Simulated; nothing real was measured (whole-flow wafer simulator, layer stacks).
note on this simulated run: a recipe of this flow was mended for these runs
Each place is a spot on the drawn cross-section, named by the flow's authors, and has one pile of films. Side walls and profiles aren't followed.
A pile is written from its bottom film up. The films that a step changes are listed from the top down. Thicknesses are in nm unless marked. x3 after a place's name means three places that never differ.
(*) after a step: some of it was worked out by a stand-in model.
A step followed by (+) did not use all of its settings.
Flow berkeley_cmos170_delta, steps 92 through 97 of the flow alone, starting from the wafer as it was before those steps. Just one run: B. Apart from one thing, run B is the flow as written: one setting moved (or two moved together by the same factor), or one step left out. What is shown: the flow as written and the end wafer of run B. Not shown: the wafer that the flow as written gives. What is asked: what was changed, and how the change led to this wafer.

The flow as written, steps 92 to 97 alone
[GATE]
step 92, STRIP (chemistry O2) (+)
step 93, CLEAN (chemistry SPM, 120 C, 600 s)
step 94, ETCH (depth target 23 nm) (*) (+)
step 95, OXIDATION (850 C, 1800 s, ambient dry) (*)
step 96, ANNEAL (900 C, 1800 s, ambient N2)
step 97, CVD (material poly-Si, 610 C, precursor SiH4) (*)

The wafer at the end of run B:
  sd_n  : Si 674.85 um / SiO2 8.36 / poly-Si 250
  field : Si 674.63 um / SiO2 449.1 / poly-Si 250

Cause: step 95, OXIDATION: 2160 s was run, while the flow as written has 1800 s.

Step by step, how the change led to this:
  step 95, OXIDATION (850 C, 1800 s, ambient dry) (*)
      sd_n, spacer_n, gate, sd_p, spacer_p x2, contact, m1: SiO2 gains 8.36 (new film), Si loses 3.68 (in the flow as written it would be: SiO2 gains 7.48 (new film), Si loses 3.29)
